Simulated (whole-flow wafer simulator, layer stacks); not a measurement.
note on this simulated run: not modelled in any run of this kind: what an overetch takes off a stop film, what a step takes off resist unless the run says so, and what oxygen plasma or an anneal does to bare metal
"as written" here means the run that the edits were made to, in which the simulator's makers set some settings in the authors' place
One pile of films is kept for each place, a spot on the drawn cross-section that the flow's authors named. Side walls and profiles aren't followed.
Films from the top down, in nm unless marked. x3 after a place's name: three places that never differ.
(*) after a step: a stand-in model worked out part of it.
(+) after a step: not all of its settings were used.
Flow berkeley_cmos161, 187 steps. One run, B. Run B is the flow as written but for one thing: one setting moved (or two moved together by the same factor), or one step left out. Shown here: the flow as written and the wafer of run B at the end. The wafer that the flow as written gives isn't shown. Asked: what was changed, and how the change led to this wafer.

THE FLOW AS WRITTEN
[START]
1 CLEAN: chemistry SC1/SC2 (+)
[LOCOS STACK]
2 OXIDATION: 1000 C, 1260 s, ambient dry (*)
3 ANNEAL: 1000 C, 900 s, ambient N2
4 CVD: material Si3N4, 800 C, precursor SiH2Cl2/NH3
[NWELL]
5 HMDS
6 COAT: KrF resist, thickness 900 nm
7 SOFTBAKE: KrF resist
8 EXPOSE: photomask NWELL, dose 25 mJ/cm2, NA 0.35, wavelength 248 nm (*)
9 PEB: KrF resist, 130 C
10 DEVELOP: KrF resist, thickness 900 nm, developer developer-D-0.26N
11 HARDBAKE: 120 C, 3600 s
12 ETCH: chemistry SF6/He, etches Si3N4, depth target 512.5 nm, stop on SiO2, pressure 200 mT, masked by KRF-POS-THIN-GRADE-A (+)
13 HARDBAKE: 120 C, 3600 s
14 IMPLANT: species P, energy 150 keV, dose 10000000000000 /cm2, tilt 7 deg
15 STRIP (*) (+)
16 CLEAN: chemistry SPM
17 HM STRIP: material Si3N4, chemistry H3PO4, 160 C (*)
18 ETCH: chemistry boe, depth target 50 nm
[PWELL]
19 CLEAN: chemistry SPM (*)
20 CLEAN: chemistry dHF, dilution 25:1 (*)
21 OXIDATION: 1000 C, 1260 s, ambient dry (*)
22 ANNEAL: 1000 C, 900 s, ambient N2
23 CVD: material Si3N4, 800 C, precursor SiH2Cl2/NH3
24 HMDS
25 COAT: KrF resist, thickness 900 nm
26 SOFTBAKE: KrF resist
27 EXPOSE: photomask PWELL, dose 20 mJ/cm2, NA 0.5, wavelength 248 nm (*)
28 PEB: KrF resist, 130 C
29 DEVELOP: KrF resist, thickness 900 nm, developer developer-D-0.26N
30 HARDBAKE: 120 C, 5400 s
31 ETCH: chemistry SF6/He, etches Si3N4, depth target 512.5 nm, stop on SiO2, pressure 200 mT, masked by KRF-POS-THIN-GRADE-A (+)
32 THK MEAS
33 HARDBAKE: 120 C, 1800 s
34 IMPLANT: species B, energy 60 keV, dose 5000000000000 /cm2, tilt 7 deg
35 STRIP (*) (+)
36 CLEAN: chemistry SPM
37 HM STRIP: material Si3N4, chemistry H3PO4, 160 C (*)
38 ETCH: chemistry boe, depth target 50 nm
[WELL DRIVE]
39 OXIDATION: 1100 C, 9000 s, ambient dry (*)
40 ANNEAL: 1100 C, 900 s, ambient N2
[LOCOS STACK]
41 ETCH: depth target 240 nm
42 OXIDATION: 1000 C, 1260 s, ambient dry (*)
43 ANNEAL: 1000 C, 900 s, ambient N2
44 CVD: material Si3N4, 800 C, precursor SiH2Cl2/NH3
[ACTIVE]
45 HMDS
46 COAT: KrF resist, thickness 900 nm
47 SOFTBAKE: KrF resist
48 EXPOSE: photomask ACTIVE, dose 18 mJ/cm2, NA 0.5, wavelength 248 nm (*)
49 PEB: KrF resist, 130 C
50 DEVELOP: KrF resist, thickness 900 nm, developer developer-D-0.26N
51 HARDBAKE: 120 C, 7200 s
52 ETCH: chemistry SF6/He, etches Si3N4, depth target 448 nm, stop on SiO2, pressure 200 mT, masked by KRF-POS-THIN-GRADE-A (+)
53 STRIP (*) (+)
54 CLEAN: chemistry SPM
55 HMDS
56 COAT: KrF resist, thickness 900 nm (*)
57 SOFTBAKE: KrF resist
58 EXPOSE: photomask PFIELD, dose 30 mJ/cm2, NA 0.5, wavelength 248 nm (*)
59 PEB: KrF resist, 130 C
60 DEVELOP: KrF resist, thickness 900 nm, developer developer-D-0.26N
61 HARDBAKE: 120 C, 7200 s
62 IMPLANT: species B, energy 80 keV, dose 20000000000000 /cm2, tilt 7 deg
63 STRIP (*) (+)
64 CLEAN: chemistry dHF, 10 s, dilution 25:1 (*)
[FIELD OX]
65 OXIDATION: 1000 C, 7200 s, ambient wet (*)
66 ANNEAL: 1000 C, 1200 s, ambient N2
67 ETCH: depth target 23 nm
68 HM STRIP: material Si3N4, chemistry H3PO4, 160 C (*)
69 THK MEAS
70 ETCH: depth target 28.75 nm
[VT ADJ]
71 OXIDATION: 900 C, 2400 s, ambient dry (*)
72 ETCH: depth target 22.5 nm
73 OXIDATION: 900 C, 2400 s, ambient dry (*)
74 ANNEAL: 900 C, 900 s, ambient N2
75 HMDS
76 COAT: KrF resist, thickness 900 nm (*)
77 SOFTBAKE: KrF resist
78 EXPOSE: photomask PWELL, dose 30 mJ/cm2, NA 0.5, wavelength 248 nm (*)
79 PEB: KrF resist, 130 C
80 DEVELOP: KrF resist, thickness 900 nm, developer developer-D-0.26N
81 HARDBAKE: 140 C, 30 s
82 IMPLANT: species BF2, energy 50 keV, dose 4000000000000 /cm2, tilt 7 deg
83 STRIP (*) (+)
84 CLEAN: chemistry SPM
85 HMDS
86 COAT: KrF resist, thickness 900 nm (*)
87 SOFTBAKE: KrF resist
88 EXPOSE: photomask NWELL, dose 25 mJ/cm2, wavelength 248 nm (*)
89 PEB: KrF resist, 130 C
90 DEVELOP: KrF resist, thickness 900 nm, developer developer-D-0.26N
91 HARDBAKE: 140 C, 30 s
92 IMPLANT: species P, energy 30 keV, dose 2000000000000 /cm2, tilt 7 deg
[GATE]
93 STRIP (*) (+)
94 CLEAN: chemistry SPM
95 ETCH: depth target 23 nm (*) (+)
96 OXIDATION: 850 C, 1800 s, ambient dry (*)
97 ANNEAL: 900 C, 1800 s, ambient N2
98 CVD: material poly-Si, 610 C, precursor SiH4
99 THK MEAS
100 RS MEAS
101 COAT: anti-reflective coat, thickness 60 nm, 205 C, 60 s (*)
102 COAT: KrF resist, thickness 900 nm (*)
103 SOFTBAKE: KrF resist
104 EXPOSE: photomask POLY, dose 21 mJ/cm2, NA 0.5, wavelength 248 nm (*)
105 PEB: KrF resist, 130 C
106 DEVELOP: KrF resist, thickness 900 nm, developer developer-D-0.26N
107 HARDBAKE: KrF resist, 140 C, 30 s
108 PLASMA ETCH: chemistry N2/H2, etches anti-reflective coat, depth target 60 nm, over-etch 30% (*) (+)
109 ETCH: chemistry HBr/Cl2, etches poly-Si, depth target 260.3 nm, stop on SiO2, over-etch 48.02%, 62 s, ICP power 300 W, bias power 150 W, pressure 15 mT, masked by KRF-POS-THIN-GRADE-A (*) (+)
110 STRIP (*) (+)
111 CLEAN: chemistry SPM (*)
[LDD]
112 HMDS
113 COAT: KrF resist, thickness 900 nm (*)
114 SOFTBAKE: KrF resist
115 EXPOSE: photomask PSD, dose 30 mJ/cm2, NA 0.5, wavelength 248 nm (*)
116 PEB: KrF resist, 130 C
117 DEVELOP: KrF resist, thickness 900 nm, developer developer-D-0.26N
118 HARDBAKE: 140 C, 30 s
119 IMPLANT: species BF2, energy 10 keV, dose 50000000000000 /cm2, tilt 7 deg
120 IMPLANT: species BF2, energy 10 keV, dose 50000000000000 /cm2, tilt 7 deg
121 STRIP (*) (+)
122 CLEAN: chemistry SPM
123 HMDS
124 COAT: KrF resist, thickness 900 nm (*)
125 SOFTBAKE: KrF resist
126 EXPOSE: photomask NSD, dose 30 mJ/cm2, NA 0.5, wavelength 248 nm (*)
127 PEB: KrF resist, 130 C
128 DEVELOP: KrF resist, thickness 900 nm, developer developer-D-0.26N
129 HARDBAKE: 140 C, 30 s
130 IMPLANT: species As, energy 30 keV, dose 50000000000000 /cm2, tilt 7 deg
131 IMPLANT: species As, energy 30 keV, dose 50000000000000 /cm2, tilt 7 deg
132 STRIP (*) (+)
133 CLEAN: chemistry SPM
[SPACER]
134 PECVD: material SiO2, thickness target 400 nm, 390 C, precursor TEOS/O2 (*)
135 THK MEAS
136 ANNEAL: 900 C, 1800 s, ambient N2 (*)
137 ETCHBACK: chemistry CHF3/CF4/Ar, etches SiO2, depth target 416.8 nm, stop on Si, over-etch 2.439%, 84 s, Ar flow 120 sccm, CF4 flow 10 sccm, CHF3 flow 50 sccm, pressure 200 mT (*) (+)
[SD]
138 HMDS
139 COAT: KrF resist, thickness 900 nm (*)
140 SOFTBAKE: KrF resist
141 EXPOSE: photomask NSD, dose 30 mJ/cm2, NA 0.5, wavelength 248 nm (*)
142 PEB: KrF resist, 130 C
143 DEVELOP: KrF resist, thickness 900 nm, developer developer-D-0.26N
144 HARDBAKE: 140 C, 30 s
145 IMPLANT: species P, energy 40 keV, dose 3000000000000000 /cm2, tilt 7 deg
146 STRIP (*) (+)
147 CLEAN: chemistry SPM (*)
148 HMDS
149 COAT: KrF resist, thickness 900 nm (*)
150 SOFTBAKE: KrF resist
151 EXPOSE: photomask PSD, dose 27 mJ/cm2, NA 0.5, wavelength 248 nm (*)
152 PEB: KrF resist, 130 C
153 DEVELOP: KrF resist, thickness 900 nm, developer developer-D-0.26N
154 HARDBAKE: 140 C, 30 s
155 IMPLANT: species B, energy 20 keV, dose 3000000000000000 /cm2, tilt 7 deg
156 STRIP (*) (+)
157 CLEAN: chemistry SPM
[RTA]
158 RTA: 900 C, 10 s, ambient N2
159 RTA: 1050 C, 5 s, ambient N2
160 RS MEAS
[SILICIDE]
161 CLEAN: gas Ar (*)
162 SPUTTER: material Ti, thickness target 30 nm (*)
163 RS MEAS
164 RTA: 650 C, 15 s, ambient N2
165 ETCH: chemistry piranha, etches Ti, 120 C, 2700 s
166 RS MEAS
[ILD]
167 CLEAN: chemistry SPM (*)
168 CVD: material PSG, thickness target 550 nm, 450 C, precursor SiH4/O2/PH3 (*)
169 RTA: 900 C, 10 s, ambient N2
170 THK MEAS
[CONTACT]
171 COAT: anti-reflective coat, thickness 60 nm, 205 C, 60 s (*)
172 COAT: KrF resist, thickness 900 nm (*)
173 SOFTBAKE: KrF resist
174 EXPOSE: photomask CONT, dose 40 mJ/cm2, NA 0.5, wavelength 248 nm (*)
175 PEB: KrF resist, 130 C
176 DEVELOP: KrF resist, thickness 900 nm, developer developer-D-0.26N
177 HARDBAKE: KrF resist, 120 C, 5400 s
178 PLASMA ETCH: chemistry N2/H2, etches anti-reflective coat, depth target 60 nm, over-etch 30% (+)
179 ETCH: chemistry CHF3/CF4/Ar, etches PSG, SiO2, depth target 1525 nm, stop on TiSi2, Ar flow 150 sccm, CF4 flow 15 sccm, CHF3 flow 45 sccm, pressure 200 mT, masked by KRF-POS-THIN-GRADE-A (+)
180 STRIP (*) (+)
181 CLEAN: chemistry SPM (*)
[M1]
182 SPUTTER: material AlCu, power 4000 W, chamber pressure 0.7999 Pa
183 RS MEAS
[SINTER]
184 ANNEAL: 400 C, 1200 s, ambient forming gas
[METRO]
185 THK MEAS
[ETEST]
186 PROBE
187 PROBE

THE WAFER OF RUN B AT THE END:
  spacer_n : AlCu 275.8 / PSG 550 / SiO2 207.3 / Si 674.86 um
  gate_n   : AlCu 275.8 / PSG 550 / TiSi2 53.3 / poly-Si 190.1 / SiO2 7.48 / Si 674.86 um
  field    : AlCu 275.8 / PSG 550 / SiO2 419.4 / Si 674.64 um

The cause: step 72, ETCH: depth target 11.45 nm was run, where the flow has depth target 22.5 nm.

How the change led to this, step by step:
  72 ETCH: depth target 22.5 nm
      sd_n, spacer_n, gate_n, sd_p, spacer_p, gate_p, contact, m1: SiO2 -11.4 (as written it would be: SiO2 -14.9 (all of it))
      field: SiO2 -11.4 (as written it would be: SiO2 -22.5)
  73 OXIDATION: 900 C, 2400 s, ambient dry (*)
      sd_n, spacer_n, gate_n, sd_p, spacer_p, gate_p, contact, m1: SiO2 +12.1, Si -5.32 (as written it would be: SiO2 +14.9 (new film), Si -6.57)
  95 ETCH: depth target 23 nm (*) (+)
      sd_n, spacer_n, gate_n, sd_p, spacer_p, gate_p, contact, m1: SiO2 -15.6 (all of it) (as written it would be: SiO2 -14.9 (all of it))
  101 COAT: anti-reflective coat, thickness 60 nm, 205 C, 60 s (*)
      sd_n: anti-reflective coat +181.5 (new film) (as written it would be: anti-reflective coat +173.5 (new film))
      spacer_n: anti-reflective coat +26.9 (new film) (as written it would be: anti-reflective coat +28.7 (new film))
      (and at 4 more places)
  108 PLASMA ETCH: chemistry N2/H2, etches anti-reflective coat, depth target 60 nm, over-etch 30% (*) (+)
      sd_n: anti-reflective coat -181.5 (all of it), poly-Si -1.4 (as written it would be: anti-reflective coat -173.5 (all of it), poly-Si -1.33)
      spacer_n: anti-reflective coat -26.9 (all of it), poly-Si -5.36 (as written it would be: anti-reflective coat -28.7 (all of it), poly-Si -5.05)
      (and at 2 more places)
  110 STRIP (*) (+)
      gate_n: chemical SiO2 +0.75 (new film), KrF resist -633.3 (all of it), anti-reflective coat -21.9 (all of it), poly-Si -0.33 (as written it would be: chemical SiO2 +0.75 (new film), KrF resist -626.8 (all of it), anti-reflective coat -23.7 (all of it), poly-Si -0.33)
      gate_p: chemical SiO2 +0.75 (new film), KrF resist -602 (all of it), anti-reflective coat -27 (all of it), poly-Si -0.33 (as written it would be: chemical SiO2 +0.75 (new film), KrF resist -598.2 (all of it), anti-reflective coat -27.9 (all of it), poly-Si -0.33)
  171 COAT: anti-reflective coat, thickness 60 nm, 205 C, 60 s (*)
      sd_n: anti-reflective coat +157.8 (new film) (as written it would be: anti-reflective coat +149.7 (new film))
      m1: anti-reflective coat +100.1 (new film) (as written it would be: anti-reflective coat +97.8 (new film))
  180 STRIP (*) (+)
      sd_n: KrF resist -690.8 (all of it), anti-reflective coat -157.8 (all of it) (as written it would be: KrF resist -692.5 (all of it), anti-reflective coat -149.7 (all of it))
      m1: KrF resist -743.6 (all of it), anti-reflective coat -100.1 (all of it) (as written it would be: KrF resist -739.9 (all of it), anti-reflective coat -97.8 (all of it))
